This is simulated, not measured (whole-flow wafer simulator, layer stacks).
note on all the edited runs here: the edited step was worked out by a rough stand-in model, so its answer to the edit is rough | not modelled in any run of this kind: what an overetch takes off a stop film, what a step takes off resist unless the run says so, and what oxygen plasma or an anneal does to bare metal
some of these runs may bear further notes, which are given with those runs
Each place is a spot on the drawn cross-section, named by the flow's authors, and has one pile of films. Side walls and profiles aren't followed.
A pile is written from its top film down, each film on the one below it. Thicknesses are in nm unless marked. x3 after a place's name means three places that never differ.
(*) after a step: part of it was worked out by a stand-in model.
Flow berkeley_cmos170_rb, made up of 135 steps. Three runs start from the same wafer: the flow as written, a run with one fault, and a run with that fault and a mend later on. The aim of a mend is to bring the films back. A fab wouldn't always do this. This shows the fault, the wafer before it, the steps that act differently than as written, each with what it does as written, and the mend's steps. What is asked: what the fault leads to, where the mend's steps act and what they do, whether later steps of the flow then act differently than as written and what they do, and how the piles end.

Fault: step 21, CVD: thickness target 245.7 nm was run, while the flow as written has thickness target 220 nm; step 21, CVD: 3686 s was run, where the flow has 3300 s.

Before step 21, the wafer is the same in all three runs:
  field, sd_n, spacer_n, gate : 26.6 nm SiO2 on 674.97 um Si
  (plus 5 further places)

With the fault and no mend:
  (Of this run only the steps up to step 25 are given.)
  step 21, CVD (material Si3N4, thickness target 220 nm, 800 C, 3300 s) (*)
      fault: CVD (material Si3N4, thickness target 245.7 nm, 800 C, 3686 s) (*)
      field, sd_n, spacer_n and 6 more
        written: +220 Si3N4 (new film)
        fault: +245.7 Si3N4 (new film)
  Later steps of the flow up to step 25 that are run all act as written at every place that is followed.
  After step 25, at field, sd_n, spacer_n and 6 more, the piles differ from the flow's by more than 2% or 0.5 nm, whichever is larger.
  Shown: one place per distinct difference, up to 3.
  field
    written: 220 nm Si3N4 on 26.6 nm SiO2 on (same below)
    fault: 245.7 nm Si3N4 on 26.6 nm SiO2 on (same below)
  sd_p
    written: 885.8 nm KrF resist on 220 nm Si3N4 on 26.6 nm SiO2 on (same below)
    fault: 885.8 nm KrF resist on 245.7 nm Si3N4 on 26.6 nm SiO2 on (same below)

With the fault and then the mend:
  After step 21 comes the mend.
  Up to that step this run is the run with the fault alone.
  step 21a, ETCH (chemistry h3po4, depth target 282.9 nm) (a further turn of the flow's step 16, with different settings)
      field, sd_n, spacer_n and 6 more
        -245.7 Si3N4 (all of it)
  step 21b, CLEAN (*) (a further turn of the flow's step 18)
      alters no film at any place that is followed
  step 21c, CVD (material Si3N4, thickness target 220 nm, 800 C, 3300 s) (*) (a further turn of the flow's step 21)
      field, sd_n, spacer_n and 6 more
        +220 Si3N4 (new film)
  Later steps of the flow that are run all act as written at every place that is followed.
  By the end, the piles equal the flow's at every place that both follow.
